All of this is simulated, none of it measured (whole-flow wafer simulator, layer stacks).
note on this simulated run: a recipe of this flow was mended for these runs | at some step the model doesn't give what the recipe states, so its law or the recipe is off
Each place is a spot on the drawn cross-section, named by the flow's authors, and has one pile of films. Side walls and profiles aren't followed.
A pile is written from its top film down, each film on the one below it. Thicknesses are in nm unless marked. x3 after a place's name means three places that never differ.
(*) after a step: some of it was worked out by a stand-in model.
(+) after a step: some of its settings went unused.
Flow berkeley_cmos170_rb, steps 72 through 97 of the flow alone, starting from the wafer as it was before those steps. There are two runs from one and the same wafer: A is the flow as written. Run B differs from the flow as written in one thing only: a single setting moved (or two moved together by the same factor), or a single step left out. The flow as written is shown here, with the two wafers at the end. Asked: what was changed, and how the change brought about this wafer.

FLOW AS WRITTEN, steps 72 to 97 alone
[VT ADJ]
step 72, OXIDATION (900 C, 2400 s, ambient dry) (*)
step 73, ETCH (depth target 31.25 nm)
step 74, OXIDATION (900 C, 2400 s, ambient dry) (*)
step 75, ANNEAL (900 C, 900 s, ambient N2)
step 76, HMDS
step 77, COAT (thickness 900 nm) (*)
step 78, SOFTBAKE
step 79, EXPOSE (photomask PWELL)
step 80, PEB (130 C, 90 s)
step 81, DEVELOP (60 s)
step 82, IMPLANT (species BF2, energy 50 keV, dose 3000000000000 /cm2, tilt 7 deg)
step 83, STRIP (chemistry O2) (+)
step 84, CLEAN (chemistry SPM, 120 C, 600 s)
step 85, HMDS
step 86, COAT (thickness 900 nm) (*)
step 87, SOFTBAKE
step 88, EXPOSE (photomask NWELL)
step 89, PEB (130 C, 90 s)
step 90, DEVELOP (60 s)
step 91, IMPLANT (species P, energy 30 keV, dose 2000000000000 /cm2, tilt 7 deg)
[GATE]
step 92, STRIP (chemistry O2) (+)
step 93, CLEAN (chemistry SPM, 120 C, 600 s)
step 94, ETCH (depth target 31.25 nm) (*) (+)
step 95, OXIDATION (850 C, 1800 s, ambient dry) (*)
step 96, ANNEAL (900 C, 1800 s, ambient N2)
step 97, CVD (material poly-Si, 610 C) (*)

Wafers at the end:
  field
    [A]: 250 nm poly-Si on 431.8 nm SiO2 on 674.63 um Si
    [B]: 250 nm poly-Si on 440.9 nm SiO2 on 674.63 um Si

What caused this: step 73, ETCH: depth target 22.13 nm was run, though the flow has depth target 31.25 nm.

How this came from the change, step by step:
  step 73, ETCH (depth target 31.25 nm)
      field: A SiO2 loses 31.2 | B SiO2 loses 22.1
